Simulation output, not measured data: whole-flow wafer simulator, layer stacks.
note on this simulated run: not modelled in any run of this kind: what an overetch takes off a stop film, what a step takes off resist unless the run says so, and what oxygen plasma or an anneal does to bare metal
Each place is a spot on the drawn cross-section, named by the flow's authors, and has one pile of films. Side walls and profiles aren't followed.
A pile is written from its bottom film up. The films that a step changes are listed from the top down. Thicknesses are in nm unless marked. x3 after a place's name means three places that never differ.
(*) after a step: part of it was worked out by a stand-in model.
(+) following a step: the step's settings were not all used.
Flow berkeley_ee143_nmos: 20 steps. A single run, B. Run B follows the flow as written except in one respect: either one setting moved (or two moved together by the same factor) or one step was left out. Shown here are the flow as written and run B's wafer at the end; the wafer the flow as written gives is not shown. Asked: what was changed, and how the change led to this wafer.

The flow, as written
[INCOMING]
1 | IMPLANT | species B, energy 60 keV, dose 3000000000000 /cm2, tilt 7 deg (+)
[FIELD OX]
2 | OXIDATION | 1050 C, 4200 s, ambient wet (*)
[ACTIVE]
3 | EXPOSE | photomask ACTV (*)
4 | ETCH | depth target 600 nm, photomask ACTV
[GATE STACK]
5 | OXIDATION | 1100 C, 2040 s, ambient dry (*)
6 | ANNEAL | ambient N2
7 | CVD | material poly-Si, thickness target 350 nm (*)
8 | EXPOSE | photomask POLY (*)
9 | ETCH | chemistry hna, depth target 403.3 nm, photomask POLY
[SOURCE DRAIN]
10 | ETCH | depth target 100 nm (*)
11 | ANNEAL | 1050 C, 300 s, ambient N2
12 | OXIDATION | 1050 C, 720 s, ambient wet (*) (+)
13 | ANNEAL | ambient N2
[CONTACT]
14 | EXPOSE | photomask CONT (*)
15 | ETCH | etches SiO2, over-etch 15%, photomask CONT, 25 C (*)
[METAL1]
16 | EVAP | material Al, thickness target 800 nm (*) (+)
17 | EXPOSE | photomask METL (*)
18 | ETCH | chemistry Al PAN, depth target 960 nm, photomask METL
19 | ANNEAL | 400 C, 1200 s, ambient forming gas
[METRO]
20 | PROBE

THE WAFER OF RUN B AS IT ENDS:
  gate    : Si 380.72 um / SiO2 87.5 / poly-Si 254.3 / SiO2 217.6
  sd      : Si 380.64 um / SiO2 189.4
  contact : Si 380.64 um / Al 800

The reason: step 4, ETCH: depth target 539 nm was run, whereas the flow has depth target 600 nm.

Step by step, how the change led to this:
  4 | ETCH | depth target 600 nm, photomask ACTV
      gate, sd, contact: -539 SiO2 (as written it would have been: -566.4 SiO2 (all of it))
  5 | OXIDATION | 1100 C, 2040 s, ambient dry (*)
      gate, sd, contact: +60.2 SiO2, -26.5 Si (as written it would have been: +79.7 SiO2 (new film), -35.1 Si)
  10 | ETCH | depth target 100 nm (*)
      sd, contact: -87.5 SiO2 (all of it) (as written it would have been: -79.7 SiO2 (all of it))
